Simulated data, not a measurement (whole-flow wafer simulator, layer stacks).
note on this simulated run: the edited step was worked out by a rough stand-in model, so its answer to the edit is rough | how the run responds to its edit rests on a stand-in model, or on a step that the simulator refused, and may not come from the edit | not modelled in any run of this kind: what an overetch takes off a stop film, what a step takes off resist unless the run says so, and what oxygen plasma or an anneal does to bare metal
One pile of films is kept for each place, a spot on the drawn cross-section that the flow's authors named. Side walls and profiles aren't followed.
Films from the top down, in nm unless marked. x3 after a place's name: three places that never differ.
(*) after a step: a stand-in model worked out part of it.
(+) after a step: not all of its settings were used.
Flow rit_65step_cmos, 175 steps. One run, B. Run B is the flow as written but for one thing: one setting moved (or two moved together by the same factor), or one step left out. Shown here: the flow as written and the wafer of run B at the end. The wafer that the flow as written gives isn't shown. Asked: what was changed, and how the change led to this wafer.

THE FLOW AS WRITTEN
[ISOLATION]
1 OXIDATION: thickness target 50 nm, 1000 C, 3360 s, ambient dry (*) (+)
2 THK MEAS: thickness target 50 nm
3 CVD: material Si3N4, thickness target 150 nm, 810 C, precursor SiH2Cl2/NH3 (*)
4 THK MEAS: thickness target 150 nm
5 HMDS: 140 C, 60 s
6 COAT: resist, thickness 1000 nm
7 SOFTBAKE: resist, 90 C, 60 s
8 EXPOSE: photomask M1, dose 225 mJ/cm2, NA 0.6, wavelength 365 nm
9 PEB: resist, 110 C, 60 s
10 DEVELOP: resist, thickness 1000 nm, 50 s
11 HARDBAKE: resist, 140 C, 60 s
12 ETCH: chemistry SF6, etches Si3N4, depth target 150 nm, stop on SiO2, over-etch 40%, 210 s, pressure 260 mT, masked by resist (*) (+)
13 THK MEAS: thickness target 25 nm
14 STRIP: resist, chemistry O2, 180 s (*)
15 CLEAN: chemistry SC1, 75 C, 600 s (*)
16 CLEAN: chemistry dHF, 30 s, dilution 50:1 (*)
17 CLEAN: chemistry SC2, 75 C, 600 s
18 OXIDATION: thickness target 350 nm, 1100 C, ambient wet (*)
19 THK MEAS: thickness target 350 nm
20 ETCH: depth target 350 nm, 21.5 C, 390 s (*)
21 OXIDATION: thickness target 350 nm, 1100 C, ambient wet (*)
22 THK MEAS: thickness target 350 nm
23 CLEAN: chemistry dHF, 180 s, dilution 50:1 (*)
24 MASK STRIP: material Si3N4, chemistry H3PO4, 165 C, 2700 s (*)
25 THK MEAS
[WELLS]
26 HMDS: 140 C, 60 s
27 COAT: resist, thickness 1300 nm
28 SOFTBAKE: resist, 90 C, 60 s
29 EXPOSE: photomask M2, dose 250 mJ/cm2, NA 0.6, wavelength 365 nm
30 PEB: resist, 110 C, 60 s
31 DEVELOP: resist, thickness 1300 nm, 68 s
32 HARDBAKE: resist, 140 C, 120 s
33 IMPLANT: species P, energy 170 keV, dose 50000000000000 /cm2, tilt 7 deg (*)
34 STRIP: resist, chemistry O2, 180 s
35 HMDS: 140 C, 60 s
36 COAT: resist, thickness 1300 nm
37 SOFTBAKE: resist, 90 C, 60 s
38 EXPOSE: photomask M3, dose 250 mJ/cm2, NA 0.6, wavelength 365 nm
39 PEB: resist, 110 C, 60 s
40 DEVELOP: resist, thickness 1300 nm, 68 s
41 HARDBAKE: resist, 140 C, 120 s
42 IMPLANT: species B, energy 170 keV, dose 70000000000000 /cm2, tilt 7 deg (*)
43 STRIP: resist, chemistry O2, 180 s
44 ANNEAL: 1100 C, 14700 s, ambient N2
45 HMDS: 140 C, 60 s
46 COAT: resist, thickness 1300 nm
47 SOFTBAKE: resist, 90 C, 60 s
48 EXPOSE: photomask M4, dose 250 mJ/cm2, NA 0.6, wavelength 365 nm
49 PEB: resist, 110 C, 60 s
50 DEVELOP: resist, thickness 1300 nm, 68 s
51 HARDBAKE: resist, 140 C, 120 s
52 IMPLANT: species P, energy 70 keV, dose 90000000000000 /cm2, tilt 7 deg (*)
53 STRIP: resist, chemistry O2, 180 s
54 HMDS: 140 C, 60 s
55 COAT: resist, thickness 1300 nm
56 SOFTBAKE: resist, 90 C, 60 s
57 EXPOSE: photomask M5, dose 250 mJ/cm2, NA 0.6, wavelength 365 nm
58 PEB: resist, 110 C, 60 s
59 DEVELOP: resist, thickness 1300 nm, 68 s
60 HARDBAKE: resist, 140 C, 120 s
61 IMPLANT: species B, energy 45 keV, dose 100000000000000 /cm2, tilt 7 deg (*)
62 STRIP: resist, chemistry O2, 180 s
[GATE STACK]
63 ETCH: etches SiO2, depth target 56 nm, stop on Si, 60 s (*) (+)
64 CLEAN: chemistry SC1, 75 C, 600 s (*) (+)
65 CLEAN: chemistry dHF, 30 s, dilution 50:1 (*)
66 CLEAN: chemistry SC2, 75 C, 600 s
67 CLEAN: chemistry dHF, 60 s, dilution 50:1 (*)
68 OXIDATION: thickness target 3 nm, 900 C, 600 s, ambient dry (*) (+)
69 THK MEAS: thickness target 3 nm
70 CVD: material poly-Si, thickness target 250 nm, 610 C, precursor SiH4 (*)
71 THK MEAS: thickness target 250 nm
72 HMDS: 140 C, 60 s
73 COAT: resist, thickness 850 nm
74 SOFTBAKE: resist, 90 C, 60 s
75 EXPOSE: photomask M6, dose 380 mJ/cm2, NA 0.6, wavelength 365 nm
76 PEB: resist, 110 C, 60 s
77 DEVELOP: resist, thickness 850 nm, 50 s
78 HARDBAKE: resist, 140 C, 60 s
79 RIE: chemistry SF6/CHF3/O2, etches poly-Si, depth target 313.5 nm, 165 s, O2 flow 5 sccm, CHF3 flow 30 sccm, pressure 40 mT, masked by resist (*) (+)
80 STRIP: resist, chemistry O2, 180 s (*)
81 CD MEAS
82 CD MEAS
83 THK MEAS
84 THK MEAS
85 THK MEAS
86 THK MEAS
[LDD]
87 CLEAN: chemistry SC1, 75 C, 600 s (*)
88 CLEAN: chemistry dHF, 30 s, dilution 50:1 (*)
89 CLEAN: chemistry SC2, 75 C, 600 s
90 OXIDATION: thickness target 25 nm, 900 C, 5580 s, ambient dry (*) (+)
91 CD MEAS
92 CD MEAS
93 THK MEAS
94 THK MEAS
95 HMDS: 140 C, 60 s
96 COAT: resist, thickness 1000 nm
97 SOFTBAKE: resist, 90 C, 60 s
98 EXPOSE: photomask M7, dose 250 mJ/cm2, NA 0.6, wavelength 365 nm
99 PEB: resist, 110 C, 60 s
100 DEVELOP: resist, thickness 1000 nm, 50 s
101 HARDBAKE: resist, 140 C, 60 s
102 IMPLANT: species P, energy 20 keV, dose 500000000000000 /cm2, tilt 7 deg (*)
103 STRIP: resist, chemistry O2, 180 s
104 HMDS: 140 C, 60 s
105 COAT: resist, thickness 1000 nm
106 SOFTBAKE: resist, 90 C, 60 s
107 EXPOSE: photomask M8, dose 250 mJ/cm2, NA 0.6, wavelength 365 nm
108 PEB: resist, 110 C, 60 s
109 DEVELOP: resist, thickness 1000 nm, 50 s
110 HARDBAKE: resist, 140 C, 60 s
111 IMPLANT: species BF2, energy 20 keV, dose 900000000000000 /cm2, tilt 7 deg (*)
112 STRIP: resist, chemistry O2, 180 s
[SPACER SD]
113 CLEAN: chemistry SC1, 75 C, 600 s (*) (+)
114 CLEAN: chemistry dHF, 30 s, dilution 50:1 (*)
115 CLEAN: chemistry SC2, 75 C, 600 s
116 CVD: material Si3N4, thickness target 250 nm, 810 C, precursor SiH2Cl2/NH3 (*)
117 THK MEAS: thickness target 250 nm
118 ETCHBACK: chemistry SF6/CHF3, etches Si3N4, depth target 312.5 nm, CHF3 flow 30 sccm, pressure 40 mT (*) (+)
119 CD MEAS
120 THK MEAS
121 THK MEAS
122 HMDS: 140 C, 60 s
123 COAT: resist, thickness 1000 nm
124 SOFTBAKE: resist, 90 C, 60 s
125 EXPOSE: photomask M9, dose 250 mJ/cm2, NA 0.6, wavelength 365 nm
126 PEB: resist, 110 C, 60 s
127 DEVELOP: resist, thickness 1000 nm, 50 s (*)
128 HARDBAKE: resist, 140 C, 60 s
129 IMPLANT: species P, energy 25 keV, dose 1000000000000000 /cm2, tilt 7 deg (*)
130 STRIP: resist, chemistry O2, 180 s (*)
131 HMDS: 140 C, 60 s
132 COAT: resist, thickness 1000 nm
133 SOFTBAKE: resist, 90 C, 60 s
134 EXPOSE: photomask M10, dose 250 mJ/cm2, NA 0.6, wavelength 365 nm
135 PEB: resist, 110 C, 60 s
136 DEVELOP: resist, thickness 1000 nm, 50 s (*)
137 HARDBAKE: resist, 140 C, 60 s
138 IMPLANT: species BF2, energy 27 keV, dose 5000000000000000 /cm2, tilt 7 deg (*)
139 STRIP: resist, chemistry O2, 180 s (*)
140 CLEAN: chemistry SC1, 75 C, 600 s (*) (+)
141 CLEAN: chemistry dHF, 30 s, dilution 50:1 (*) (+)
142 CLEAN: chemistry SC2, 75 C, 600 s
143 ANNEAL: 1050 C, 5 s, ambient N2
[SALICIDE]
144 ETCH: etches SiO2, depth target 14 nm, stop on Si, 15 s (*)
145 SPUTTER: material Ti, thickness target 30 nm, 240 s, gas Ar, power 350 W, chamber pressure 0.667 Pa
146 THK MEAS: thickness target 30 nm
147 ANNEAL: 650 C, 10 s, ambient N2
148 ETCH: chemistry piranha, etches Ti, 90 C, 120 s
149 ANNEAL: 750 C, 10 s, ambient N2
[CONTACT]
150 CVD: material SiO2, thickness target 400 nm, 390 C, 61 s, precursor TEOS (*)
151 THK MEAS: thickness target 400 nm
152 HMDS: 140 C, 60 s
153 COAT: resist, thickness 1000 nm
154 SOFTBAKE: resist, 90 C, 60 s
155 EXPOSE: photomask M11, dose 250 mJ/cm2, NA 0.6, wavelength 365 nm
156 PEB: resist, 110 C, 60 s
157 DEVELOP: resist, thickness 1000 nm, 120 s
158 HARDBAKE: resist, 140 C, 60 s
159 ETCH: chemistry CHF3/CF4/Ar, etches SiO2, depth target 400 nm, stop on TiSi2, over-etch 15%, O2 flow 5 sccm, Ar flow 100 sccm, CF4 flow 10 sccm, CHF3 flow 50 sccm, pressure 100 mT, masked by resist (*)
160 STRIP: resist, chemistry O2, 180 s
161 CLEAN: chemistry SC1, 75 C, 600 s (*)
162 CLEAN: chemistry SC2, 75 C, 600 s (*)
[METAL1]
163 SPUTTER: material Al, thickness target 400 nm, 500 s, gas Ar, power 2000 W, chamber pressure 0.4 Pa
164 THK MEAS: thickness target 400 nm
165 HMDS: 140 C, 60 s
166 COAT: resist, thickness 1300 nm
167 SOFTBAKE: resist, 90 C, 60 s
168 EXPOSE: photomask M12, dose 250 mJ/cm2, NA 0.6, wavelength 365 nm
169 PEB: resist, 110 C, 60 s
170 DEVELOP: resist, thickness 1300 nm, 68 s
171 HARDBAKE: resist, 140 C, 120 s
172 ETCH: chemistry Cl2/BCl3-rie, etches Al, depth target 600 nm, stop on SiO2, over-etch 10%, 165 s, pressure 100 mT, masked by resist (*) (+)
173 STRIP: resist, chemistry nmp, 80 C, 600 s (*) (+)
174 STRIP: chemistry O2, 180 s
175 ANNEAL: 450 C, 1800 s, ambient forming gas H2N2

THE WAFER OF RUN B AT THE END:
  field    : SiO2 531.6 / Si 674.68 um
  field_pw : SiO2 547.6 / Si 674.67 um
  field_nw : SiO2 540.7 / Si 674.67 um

The cause: step 118, ETCHBACK: depth target 296.9 nm was run, where the flow has depth target 312.5 nm.

How the change led to this, step by step:
  118 ETCHBACK: chemistry SF6/CHF3, etches Si3N4, depth target 312.5 nm, CHF3 flow 30 sccm, pressure 40 mT (*) (+)
      field, field_pw, field_nw, field_p: Si3N4 -250 (all of it), SiO2 -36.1 (as written it would be: Si3N4 -250 (all of it), SiO2 -48.1)
      spacer, spacer_p: Si3N4 -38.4 (as written it would be: Si3N4 -54)
      (and at 2 more places)
  123 COAT: resist, thickness 1000 nm
      gate_n: resist +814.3 (new film) (as written it would be: resist +835 (new film))
      gate_p: resist +815.4 (new film) (as written it would be: resist +836.1 (new film))
  126 PEB: resist, 110 C, 60 s
      gate_n, gate_p: resist -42 (as written it would be: resist -43.1)
  127 DEVELOP: resist, thickness 1000 nm, 50 s (*)
      gate_n: resist -772.4 (all of it) (as written it would be: resist -791.9 (all of it))
  128 HARDBAKE: resist, 140 C, 60 s
      gate_p: resist -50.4 (as written it would be: resist -51.9)
  130 STRIP: resist, chemistry O2, 180 s (*)
      gate_p: chemical SiO2 +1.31 (new film), resist -723 (all of it), poly-Si -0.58 (as written it would be: chemical SiO2 +1.31 (new film), resist -741.1 (all of it), poly-Si -0.58)
  132 COAT: resist, thickness 1000 nm
      gate_n: resist +814.1 (new film) (as written it would be: resist +834.8 (new film))
      gate_p: resist +815.2 (new film) (as written it would be: resist +835.9 (new film))
  135 PEB: resist, 110 C, 60 s
      gate_n: resist -41.9 (as written it would be: resist -43.1)
      gate_p: resist -42 (as written it would be: resist -43.1)
  136 DEVELOP: resist, thickness 1000 nm, 50 s (*)
      gate_p: resist -773.2 (all of it) (as written it would be: resist -792.8 (all of it))
  137 HARDBAKE: resist, 140 C, 60 s
      gate_n: resist -50.3 (as written it would be: resist -51.8)
  139 STRIP: resist, chemistry O2, 180 s (*)
      gate_n: resist -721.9 (all of it), chemical SiO2 +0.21, poly-Si -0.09 (as written it would be: resist -740 (all of it), chemical SiO2 +0.21, poly-Si -0.09)
  145 SPUTTER: material Ti, thickness target 30 nm, 240 s, gas Ar, power 350 W, chamber pressure 0.667 Pa
      gate_n: Ti +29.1 (new film) (as written it would be: Ti +27.3 (new film))
      gate_p: Ti +29 (new film) (as written it would be: Ti +27.2 (new film))
  147 ANNEAL: 650 C, 10 s, ambient N2
      gate_n: Ti -22.7, TiSi first +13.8 (new film), TiSi2 C49 +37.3 (new film), poly-Si -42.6 (as written it would be: Ti -21.3, TiSi first +9.82 (new film), TiSi2 C49 +39.5 (new film), poly-Si -41.9)
      gate_p: Ti -22.6, TiSi first +13.5 (new film), TiSi2 C49 +37.5 (new film), poly-Si -42.6 (as written it would be: Ti -21.2, TiSi first +9.56 (new film), TiSi2 C49 +39.6 (new film), poly-Si -41.9)
  149 ANNEAL: 750 C, 10 s, ambient N2
      gate_n: TiSi2 +54.3 (new film), TiSi first -13.7 (all of it), TiSi2 C49 -37.3 (all of it), poly-Si -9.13 (as written it would be: TiSi2 +50.8 (new film), TiSi first -9.72 (all of it), TiSi2 C49 -39.5 (all of it), poly-Si -6.48)
      gate_p: TiSi2 +54.1 (new film), TiSi first -13.4 (all of it), TiSi2 C49 -37.5 (all of it), poly-Si -8.95 (as written it would be: TiSi2 +50.6 (new film), TiSi first -9.46 (all of it), TiSi2 C49 -39.6 (all of it), poly-Si -6.31)
  150 CVD: material SiO2, thickness target 400 nm, 390 C, 61 s, precursor TEOS (*)
      gate_n: SiO2 +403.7 (new film) (as written it would be: SiO2 +413.1 (new film))
      gate_p: SiO2 +404.4 (new film) (as written it would be: SiO2 +413.7 (new film))
